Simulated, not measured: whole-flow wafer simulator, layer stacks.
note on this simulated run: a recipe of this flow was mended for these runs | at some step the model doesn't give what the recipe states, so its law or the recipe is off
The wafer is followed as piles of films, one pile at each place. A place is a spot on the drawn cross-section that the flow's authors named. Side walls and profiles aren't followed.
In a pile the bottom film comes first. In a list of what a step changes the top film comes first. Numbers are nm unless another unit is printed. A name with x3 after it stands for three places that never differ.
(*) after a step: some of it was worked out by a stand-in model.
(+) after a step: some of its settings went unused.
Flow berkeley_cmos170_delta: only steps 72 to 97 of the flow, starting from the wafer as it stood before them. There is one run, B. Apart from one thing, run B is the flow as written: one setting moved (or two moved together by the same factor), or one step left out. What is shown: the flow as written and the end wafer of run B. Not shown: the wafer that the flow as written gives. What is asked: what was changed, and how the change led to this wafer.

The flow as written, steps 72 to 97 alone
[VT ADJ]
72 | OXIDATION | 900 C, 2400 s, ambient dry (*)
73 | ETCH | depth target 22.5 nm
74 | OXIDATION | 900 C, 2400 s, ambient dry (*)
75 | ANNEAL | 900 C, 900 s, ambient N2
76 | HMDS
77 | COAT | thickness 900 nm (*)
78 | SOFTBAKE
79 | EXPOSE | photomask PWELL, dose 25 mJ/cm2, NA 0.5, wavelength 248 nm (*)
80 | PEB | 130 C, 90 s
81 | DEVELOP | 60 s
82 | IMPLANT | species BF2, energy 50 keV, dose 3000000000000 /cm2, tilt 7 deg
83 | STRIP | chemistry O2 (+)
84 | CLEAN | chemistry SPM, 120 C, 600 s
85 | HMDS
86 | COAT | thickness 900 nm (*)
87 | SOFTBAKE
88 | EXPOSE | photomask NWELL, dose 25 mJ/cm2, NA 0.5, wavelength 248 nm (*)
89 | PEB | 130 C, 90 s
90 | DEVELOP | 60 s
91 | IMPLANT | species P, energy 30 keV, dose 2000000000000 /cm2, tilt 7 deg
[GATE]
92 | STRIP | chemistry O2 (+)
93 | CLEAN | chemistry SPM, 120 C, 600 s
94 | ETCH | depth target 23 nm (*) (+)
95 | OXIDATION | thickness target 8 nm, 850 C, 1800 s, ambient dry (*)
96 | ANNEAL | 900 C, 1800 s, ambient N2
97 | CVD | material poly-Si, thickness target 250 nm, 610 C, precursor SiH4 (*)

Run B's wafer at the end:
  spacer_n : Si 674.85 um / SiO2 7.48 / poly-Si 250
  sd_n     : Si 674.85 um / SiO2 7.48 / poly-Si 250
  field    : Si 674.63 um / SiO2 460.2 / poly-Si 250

What caused this: step 73, ETCH: depth target 11.25 nm was run, though the flow has depth target 22.5 nm.

Step by step, how the change led to this:
  73 | ETCH | depth target 22.5 nm
      sd_n, spacer_n, gate, sd_p, spacer_p, gate_p, contact, m1: -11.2 SiO2 (in the flow as written it would be: -14.9 SiO2 (all of it))
      field: -11.2 SiO2 (in the flow as written it would be: -22.5 SiO2)
  74 | OXIDATION | 900 C, 2400 s, ambient dry (*)
      sd_n, spacer_n, gate, sd_p, spacer_p, gate_p, contact, m1: +12 SiO2, -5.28 Si (in the flow as written it would be: +14.9 SiO2 (new film), -6.57 Si)
  94 | ETCH | depth target 23 nm (*) (+)
      sd_n, spacer_n, gate, sd_p, spacer_p, gate_p, contact, m1: -15.7 SiO2 (all of it) (in the flow as written it would be: -14.9 SiO2 (all of it))
